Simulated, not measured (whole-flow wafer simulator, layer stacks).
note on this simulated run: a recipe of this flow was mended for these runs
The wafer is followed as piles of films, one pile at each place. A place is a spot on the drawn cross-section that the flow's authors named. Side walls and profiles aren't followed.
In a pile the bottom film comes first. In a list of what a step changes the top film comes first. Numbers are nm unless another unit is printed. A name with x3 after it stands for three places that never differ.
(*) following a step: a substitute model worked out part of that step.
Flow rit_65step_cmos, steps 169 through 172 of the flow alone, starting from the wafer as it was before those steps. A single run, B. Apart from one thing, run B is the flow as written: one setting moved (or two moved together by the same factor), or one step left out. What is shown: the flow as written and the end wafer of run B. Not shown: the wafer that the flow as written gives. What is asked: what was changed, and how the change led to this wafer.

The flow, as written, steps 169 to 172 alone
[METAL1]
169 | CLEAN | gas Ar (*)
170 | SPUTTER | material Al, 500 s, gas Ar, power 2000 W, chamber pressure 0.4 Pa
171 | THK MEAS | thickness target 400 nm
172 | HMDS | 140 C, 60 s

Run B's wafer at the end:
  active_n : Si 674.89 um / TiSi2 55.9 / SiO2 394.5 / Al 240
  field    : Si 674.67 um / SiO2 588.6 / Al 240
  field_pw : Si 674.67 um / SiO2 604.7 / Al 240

The reason: step 170, SPUTTER: 300 s was run, though the flow has 500 s.

The path from the change to this, step by step:
  170 | SPUTTER | material Al, 500 s, gas Ar, power 2000 W, chamber pressure 0.4 Pa
      field, field_pw, field_nw and 10 more: Al gains 240 (new film) (in the flow as written it would be: Al gains 400 (new film))
      contact: Al gains 158.2 (new film) (in the flow as written it would be: Al gains 255.4 (new film))
